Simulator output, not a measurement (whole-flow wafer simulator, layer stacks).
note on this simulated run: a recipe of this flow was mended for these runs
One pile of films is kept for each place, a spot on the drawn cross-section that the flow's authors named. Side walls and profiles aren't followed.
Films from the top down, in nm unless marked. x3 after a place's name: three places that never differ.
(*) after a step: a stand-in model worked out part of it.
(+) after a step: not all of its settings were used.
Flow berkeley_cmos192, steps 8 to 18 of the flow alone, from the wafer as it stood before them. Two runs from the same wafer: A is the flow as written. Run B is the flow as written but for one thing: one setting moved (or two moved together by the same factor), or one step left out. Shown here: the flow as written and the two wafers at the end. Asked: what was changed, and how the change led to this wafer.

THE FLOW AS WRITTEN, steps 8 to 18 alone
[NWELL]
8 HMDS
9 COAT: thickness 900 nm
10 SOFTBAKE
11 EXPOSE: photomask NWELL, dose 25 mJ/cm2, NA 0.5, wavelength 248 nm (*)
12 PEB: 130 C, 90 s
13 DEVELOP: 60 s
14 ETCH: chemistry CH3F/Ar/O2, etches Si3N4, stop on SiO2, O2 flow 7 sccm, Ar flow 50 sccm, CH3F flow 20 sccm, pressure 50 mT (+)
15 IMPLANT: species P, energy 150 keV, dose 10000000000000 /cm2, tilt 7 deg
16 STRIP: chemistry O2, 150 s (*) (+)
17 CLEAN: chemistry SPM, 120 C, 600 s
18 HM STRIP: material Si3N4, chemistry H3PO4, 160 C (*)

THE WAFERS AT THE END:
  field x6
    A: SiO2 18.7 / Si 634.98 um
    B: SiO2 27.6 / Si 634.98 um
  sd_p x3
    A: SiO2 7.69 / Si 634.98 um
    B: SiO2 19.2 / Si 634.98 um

The cause: step 18, HM STRIP: 149 C was run, where the flow has 160 C.

How the change led to this, step by step:
  18 HM STRIP: material Si3N4, chemistry H3PO4, 160 C (*)
      field x6: A Si3N4 -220 (all of it), SiO2 -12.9 | B Si3N4 -220 (all of it), SiO2 -3.99
      sd_p x3: A SiO2 -20.3 | B SiO2 -8.79
